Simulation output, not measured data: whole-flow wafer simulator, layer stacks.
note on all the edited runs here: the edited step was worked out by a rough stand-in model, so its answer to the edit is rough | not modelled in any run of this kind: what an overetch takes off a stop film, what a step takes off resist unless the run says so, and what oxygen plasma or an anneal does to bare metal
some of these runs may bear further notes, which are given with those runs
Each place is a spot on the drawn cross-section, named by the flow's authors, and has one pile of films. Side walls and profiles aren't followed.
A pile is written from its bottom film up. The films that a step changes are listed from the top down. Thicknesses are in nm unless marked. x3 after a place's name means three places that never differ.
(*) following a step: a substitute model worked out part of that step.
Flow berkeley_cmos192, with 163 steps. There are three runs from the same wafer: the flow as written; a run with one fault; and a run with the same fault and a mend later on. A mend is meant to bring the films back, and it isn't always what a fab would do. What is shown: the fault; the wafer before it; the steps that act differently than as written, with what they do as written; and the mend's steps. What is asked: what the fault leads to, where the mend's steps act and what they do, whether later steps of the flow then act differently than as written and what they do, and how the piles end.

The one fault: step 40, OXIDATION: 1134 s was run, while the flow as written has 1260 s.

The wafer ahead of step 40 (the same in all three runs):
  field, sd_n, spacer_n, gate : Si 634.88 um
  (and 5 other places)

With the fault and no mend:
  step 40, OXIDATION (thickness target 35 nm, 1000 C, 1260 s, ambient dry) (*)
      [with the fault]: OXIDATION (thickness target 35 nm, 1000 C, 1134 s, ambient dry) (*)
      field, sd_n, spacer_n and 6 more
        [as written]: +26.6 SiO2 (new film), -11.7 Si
        [with the fault]: +25.1 SiO2 (new film), -11 Si
  Later steps of the flow acting differently than as written (33 other steps are not shown; they differ only slightly, by no more than 2% or 0.5 nm, whichever is larger):
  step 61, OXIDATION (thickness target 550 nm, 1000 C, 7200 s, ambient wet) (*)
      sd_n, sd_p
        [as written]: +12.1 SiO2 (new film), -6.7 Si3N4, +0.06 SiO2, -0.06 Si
        [with the fault]: +12.1 SiO2 (new film), -6.7 Si3N4
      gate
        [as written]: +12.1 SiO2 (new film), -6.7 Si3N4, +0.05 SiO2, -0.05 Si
        [with the fault]: +12.1 SiO2 (new film), -6.7 Si3N4
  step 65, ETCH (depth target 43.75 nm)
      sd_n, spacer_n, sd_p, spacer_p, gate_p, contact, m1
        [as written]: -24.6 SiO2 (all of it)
        [with the fault]: -23.1 SiO2 (all of it)
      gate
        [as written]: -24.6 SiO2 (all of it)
        [with the fault]: -23.2 SiO2 (all of it)
  At the end the piles are close to the flow's at the places that both follow, differing by at most 2% or 0.5 nm, whichever is larger.

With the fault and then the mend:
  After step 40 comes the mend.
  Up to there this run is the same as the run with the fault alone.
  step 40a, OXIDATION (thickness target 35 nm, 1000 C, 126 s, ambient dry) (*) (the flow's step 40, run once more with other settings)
      field, sd_n, spacer_n and 6 more
        +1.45 SiO2, -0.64 Si
  Every later step of the flow that is run acts as written at every place that is followed.
  By the end, the piles equal the flow's at every place that both follow.
